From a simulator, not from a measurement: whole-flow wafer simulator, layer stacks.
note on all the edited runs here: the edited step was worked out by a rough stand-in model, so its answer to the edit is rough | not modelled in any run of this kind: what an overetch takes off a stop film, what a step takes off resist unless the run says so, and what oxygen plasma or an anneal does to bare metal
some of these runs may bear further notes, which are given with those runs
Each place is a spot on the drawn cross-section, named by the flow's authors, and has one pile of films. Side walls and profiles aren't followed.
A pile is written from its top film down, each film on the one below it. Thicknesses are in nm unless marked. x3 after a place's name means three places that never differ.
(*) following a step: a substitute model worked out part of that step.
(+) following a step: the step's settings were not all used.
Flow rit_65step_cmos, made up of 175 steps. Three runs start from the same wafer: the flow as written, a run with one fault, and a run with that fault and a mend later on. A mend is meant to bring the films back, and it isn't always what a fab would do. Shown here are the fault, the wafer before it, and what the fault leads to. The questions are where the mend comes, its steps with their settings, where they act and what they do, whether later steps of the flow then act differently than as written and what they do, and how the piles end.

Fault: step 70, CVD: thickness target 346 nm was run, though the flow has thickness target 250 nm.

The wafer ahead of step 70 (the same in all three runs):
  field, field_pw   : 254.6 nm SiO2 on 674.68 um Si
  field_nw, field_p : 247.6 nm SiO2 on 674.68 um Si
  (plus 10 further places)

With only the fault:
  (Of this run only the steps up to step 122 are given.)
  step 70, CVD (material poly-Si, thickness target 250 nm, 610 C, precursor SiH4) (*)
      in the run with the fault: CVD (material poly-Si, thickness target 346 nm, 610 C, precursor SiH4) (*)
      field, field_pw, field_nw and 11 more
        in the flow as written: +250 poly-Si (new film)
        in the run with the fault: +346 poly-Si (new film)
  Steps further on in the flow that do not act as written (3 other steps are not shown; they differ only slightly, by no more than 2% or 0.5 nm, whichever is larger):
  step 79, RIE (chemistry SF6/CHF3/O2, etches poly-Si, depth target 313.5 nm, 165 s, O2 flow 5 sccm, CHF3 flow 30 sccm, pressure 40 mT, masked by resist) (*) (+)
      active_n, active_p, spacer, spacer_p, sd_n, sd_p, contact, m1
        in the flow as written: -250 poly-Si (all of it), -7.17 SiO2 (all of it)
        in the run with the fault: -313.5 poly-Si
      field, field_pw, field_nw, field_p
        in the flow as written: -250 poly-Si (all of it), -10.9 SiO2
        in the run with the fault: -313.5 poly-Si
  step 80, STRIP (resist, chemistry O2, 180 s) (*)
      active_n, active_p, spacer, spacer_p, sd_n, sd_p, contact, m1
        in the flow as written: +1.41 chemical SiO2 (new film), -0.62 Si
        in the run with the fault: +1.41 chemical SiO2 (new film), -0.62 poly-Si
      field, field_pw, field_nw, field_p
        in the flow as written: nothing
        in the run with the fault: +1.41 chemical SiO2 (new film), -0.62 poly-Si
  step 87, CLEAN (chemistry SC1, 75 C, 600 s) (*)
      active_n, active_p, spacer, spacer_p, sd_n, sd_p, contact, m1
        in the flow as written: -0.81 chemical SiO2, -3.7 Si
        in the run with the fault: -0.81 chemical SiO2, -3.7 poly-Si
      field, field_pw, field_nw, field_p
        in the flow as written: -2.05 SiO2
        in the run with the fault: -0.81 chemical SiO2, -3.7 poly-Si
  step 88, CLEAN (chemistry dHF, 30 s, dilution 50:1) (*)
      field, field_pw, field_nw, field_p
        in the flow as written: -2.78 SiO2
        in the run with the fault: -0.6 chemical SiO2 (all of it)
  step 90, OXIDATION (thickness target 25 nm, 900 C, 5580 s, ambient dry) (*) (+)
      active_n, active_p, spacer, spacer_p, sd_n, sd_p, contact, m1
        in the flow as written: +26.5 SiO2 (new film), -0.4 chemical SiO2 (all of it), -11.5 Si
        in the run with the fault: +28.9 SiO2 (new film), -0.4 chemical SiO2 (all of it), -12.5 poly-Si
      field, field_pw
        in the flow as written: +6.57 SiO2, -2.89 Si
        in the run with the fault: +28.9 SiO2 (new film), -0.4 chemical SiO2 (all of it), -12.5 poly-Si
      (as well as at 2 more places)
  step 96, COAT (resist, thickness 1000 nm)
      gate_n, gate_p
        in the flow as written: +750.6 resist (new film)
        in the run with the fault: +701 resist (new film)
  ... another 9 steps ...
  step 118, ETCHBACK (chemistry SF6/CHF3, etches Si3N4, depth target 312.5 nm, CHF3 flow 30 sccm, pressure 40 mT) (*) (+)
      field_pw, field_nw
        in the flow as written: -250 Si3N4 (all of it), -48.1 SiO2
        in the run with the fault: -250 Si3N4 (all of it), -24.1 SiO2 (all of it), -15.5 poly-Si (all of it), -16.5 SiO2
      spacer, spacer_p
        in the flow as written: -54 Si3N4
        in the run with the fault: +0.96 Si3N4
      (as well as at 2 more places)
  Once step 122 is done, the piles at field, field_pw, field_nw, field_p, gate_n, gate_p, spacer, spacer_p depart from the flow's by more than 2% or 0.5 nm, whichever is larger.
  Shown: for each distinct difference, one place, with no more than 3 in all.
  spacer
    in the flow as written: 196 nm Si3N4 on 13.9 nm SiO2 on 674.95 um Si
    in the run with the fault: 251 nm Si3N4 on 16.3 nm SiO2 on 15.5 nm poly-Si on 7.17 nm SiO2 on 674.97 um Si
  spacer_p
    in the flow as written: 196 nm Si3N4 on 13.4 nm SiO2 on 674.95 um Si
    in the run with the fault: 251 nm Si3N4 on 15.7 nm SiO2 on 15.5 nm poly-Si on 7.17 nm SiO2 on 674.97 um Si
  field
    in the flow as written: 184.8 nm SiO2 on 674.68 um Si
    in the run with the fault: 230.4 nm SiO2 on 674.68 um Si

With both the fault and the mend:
  The mend follows step 71.
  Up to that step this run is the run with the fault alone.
  step 71a, ETCH (chemistry tmah, depth target 397.9 nm)
      field, field_pw, field_nw and 11 more
        -346 poly-Si (all of it)
  step 71b, CLEAN (chemistry SC2, 75 C, 600 s) (the flow's step 66 again)
      leaves every film unchanged at each place that is followed
  step 71c, CVD (material poly-Si, thickness target 250 nm, 610 C, precursor SiH4) (*) (the flow's step 70 again)
      field, field_pw, field_nw and 11 more
        +250 poly-Si (new film)
  Later steps of the flow that are run all act as written at every place that is followed.
  The piles end the same as the flow's at every place that both follow.
